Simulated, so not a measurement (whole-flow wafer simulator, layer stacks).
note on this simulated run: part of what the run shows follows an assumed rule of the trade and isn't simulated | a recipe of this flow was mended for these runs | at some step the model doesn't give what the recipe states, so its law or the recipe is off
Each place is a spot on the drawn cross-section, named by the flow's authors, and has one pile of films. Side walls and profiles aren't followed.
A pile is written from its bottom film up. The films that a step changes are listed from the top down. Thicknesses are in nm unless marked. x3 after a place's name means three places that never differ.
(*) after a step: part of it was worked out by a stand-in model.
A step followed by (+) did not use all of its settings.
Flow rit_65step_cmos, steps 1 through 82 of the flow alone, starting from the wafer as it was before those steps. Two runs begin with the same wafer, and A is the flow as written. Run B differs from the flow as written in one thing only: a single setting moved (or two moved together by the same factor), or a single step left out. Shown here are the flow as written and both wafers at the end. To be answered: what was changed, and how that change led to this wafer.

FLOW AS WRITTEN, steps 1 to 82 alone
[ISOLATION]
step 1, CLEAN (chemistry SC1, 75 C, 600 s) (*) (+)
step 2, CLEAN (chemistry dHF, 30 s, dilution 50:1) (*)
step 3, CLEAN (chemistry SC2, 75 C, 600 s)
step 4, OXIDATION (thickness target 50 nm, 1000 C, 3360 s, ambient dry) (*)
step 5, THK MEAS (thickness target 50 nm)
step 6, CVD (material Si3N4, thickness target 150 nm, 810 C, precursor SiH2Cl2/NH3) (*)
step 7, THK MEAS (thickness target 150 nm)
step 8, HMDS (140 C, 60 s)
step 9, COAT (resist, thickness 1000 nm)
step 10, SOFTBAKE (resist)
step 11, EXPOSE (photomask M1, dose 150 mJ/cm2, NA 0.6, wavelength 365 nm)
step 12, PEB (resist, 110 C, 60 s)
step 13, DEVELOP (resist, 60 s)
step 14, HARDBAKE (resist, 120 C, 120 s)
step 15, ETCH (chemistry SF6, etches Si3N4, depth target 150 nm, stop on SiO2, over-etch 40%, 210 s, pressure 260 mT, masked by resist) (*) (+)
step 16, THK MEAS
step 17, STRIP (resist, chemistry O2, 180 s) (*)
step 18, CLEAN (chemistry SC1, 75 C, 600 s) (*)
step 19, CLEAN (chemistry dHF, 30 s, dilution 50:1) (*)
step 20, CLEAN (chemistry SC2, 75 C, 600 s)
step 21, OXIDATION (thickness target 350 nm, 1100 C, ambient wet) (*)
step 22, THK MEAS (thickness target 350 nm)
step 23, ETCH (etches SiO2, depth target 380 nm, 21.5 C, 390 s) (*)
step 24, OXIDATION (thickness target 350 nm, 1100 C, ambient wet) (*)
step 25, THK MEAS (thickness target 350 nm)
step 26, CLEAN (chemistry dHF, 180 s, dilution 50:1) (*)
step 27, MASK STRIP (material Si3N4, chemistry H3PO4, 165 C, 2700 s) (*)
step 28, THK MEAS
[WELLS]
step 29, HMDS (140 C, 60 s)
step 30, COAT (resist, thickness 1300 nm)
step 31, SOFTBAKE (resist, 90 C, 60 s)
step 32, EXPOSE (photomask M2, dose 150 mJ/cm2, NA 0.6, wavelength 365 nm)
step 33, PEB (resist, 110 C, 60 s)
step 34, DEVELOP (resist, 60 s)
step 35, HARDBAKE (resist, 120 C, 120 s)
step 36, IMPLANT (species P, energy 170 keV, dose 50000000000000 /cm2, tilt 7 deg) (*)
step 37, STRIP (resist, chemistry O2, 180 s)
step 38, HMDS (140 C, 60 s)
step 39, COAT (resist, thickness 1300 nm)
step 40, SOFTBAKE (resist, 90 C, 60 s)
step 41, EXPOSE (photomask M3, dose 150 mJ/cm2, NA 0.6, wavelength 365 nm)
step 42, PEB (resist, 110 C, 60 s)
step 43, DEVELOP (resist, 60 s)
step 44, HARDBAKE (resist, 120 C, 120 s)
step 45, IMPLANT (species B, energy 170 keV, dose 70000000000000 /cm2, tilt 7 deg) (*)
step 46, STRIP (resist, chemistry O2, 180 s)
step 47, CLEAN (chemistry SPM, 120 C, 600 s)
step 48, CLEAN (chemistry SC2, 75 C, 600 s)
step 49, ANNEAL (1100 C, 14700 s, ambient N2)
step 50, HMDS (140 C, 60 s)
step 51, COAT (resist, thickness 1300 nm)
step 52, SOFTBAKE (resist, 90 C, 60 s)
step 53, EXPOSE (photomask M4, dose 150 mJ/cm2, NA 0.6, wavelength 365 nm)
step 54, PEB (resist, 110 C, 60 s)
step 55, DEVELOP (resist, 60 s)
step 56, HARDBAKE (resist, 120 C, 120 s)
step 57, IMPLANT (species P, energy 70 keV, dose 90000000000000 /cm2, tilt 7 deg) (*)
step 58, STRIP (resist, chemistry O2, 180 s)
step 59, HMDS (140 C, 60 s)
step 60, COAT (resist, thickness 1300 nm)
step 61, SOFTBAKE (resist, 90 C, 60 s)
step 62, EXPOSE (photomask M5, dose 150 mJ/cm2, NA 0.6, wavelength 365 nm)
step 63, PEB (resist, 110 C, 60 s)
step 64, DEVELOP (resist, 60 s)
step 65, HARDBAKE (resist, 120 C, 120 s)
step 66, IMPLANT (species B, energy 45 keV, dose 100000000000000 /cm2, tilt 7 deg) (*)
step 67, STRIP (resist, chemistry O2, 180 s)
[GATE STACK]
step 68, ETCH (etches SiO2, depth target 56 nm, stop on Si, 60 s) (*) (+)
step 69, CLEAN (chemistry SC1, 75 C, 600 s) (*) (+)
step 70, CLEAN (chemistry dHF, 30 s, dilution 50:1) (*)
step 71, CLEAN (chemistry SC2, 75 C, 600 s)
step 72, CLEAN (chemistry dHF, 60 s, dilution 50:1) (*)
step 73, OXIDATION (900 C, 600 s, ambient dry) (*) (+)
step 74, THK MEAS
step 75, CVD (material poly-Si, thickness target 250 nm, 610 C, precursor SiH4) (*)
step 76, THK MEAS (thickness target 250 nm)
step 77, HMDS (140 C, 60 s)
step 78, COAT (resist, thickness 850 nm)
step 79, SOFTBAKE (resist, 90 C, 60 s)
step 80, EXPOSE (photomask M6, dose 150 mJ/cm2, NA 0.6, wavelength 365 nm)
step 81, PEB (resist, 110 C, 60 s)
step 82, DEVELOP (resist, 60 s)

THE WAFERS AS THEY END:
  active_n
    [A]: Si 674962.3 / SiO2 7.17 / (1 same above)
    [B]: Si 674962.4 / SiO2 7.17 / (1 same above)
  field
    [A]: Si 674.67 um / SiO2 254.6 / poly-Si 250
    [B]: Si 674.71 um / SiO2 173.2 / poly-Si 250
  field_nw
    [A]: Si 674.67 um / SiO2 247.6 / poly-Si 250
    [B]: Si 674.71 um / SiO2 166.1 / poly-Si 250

The reason: step 24, OXIDATION: thickness target 266 nm was run, whereas the flow has thickness target 350 nm; step 27, MASK STRIP: 2052 s was run, where the flow has 2700 s.

Step by step, how the change led to this:
  step 24, OXIDATION (thickness target 350 nm, 1100 C, ambient wet) (*)
      active_n, active_p, gate_n and 7 more: A +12 SiO2 (new film), -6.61 Si3N4 | B +8.35 SiO2 (new film), -4.61 Si3N4
      field, field_pw, field_nw, field_p: A +350 SiO2 (new film), -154 Si | B +266 SiO2 (new film), -117 Si
  step 26, CLEAN (chemistry dHF, 180 s, dilution 50:1) (*)
      active_n, active_p, gate_n and 7 more: A -12 SiO2 (all of it), -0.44 Si3N4 | B -8.35 SiO2 (all of it), -0.77 Si3N4
  step 27, MASK STRIP (material Si3N4, chemistry H3PO4, 165 C, 2700 s) (*)
      active_n, active_p, gate_n and 7 more: A -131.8 Si3N4 (all of it), -5.64 SiO2 | B -133.5 Si3N4 (all of it), -3.01 SiO2
      field, field_pw, field_nw, field_p: A -10.7 SiO2 | B -8.11 SiO2
  step 30, COAT (resist, thickness 1300 nm)
      field: A +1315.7 resist (new film) | B +1350.3 resist (new film)
      field_p: A +1315.7 resist (new film) | B +1350.2 resist (new film)
  step 33, PEB (resist, 110 C, 60 s)
      field, field_p: A -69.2 resist | B -71 resist
  step 34, DEVELOP (resist, 60 s)
      field_p: A -1246.5 resist (all of it) | B -1279.2 resist (all of it)
  step 35, HARDBAKE (resist, 120 C, 120 s)
      field: A -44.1 resist | B -45.3 resist
      field_pw: A -44 resist | B -44.9 resist
  step 37, STRIP (resist, chemistry O2, 180 s)
      field: A -1202.4 resist (all of it) | B -1234 resist (all of it)
  step 39, COAT (resist, thickness 1300 nm)
      field: A +1315.7 resist (new film) | B +1350.3 resist (new film)
      field_p: A +1315.7 resist (new film) | B +1350.2 resist (new film)
  step 42, PEB (resist, 110 C, 60 s)
      field, field_p: A -69.2 resist | B -71 resist
  step 43, DEVELOP (resist, 60 s)
      field: A -1246.5 resist (all of it) | B -1279.3 resist (all of it)
  step 44, HARDBAKE (resist, 120 C, 120 s)
      field_nw: A -44 resist | B -44.9 resist
      field_p: A -44.1 resist | B -45.3 resist
  step 46, STRIP (resist, chemistry O2, 180 s)
      field_p: A -1202.3 resist (all of it) | B -1233.9 resist (all of it)
  step 51, COAT (resist, thickness 1300 nm)
      field: A +1315.7 resist (new film) | B +1350.3 resist (new film)
      field_p: A +1315.7 resist (new film) | B +1350.2 resist (new film)
  step 54, PEB (resist, 110 C, 60 s)
      field, field_p: A -69.2 resist | B -71 resist
  step 55, DEVELOP (resist, 60 s)
      field_p: A -1246.5 resist (all of it) | B -1279.2 resist (all of it)
  ... 10 other steps ...
  step 82, DEVELOP (resist, 60 s)
      field: A -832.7 resist (all of it) | B -863.2 resist (all of it)
      field_pw: A -826 resist (all of it) | B -847.5 resist (all of it)
      (as well as at 2 more places)
